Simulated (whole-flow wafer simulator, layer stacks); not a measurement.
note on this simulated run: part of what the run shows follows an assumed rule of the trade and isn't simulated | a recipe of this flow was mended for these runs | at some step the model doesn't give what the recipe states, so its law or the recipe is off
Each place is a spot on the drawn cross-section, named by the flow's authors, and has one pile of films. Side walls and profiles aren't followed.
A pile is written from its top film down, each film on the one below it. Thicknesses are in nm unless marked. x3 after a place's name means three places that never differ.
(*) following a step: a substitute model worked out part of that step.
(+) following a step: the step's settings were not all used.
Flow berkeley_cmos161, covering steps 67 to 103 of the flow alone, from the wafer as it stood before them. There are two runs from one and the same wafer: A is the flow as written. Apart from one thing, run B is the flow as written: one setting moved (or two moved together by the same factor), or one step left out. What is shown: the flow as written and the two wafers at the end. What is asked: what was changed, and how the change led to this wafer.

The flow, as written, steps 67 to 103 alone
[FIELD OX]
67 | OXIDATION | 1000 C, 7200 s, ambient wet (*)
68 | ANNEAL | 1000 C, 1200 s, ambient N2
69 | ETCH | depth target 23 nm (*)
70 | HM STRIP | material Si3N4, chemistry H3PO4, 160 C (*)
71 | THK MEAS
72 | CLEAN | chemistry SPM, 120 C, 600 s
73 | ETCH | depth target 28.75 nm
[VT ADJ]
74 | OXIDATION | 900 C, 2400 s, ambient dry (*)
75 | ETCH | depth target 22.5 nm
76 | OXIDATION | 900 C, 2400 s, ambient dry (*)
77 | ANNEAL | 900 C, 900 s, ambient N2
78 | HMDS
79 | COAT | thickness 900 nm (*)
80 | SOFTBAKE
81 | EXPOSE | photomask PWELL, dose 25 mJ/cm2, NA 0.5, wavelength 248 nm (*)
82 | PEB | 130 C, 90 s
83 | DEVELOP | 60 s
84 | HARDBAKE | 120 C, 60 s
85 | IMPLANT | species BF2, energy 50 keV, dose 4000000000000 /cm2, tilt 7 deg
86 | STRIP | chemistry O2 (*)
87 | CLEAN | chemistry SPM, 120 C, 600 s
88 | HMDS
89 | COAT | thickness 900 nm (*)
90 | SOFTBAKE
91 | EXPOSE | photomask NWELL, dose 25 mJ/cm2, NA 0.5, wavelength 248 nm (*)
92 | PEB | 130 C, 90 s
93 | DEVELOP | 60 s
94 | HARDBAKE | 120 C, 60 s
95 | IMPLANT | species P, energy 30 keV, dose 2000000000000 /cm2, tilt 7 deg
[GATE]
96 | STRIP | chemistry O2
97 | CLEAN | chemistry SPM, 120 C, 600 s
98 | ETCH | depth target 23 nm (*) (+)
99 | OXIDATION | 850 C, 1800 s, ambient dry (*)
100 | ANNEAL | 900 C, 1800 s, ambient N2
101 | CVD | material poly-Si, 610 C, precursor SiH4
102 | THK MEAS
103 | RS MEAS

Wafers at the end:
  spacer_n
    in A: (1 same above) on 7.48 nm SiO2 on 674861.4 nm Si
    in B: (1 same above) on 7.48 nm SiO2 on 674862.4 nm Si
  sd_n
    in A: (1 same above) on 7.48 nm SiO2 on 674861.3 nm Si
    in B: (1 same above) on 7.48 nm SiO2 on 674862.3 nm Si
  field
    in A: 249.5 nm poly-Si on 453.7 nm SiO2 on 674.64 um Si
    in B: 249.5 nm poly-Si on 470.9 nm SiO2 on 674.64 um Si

What caused this: step 73, ETCH: depth target 11.5 nm was run, though the flow has depth target 28.75 nm.

Step by step, how the change led to this:
  73 | ETCH | depth target 28.75 nm
      spacer_n, gate_n, spacer_p, gate_p, contact, m1: A SiO2 loses 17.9 (all of it) | B SiO2 loses 11.5
      sd_n, sd_p: A SiO2 loses 18.1 (all of it) | B SiO2 loses 11.5
      (also at 1 further place)
  74 | OXIDATION | 900 C, 2400 s, ambient dry (*)
      spacer_n, gate_n, spacer_p, gate_p, contact, m1: A SiO2 gains 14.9 (new film), Si loses 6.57 | B SiO2 gains 12.7, Si loses 5.61
      sd_n, sd_p: A SiO2 gains 14.9 (new film), Si loses 6.57 | B SiO2 gains 12.7, Si loses 5.58
  75 | ETCH | depth target 22.5 nm
      spacer_n, gate_n, spacer_p, gate_p, contact, m1: A SiO2 loses 14.9 (all of it) | B SiO2 loses 19.1 (all of it)
      sd_n, sd_p: A SiO2 loses 14.9 (all of it) | B SiO2 loses 19.3 (all of it)
